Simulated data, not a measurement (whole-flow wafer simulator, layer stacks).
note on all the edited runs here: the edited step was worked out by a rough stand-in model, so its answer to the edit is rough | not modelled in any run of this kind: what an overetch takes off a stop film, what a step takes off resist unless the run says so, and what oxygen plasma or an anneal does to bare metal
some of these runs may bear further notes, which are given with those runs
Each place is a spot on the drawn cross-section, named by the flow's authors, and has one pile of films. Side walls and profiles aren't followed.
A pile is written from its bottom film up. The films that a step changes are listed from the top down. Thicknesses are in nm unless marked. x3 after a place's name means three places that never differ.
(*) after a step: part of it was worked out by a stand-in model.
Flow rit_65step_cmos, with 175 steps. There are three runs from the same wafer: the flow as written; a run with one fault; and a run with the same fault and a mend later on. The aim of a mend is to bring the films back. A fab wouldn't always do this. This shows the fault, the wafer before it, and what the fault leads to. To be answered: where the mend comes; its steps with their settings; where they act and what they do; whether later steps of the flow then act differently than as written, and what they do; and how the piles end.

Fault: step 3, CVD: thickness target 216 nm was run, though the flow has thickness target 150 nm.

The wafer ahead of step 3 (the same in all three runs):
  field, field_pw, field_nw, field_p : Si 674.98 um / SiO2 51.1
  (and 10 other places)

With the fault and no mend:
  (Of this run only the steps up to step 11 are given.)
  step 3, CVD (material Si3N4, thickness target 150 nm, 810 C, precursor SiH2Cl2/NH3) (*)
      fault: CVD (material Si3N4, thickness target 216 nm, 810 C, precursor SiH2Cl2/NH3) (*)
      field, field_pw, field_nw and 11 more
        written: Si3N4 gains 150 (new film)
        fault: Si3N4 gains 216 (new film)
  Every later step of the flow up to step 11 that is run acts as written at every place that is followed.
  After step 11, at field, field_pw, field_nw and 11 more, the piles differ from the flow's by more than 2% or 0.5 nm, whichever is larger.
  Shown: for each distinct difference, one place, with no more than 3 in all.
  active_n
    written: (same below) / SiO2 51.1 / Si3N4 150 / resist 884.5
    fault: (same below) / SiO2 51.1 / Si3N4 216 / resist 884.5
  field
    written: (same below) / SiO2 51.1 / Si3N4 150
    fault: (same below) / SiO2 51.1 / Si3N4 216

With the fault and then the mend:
  The mend follows step 4.
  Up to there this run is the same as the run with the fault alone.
  step 4a, ETCH (chemistry h3po4, depth target 248.4 nm)
      field, field_pw, field_nw and 11 more
        Si3N4 loses 216 (all of it)
  step 4b, CLEAN (chemistry SC2, 75 C, 600 s)
      leaves every film unchanged at each place that is followed
  step 4c, CVD (material Si3N4, thickness target 150 nm, 810 C, precursor SiH2Cl2/NH3) (*) (a further turn of the flow's step 3)
      field, field_pw, field_nw and 11 more
        Si3N4 gains 150 (new film)
  Every later step of the flow that is run acts as written at every place that is followed.
  The piles end the same as the flow's at every place that both follow.
